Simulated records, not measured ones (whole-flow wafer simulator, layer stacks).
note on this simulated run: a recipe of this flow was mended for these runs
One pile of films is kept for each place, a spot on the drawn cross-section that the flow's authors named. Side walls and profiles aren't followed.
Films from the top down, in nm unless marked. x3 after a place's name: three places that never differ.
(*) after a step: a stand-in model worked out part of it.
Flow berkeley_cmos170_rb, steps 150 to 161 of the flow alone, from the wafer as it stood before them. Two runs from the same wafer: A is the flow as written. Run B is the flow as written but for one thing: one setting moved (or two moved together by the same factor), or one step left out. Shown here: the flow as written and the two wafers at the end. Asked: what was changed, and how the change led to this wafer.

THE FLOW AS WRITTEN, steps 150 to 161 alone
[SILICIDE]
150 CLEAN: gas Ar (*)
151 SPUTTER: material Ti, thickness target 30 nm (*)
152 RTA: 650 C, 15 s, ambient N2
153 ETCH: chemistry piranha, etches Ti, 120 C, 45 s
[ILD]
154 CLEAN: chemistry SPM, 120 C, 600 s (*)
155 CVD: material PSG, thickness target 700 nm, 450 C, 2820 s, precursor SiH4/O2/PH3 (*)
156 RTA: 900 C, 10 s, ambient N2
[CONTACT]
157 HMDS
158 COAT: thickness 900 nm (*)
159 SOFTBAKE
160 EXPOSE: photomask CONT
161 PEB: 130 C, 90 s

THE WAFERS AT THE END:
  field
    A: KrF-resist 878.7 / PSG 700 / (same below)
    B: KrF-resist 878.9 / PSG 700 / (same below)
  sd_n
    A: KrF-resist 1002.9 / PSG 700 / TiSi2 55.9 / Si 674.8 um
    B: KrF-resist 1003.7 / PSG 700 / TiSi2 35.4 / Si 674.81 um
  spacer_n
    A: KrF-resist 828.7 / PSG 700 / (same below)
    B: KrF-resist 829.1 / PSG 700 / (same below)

The cause: step 151, SPUTTER: thickness target 19 nm was run, where the flow has thickness target 30 nm.

How the change led to this, step by step:
  151 SPUTTER: material Ti, thickness target 30 nm (*)
      field, sd_n, spacer_n, gate, spacer_p, gate_p, contact, m1: A Ti +30 (new film) | B Ti +19 (new film)
      sd_p: A Ti +27.9 (new film) | B Ti +17.7 (new film)
  152 RTA: 650 C, 15 s, ambient N2
      sd_n, contact, m1: A Ti -23.4, TiSi first +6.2 (new film), TiSi2 C49 +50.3 (new film), Si -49 | B Ti -14.8, TiSi2 C49 +37.7 (new film), Si -33.6
      gate, gate_p: A Ti -23.4, TiSi first +6.2 (new film), TiSi2 C49 +50.3 (new film), poly-Si -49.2 | B Ti -14.8, TiSi2 C49 +37.7 (new film), poly-Si -33.8
      (and at 1 more place)
  153 ETCH: chemistry piranha, etches Ti, 120 C, 45 s
      sd_n, gate, gate_p, contact, m1: A Ti -6.6 (all of it), TiSi first -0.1 | B Ti -4.18 (all of it), TiSi2 C49 -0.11
      sd_p: A Ti -6.14 (all of it), TiSi first -0.1 | B Ti -3.89 (all of it), TiSi2 C49 -0.11
      (and at 3 more places)
  156 RTA: 900 C, 10 s, ambient N2
      sd_n, contact, m1: A under 1 film: TiSi2 +55.9 (new film), TiSi first -6.09 (all of it), TiSi2 C49 -50.3 (all of it), Si -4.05 | B under 1 film: TiSi2 +35.4 (new film), TiSi2 C49 -37.6 (all of it)
      gate, gate_p: A under 1 film: TiSi2 +55.9 (new film), TiSi first -6.09 (all of it), TiSi2 C49 -50.3 (all of it), poly-Si -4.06 | B under 1 film: TiSi2 +35.4 (new film), TiSi2 C49 -37.6 (all of it)
      (and at 1 more place)
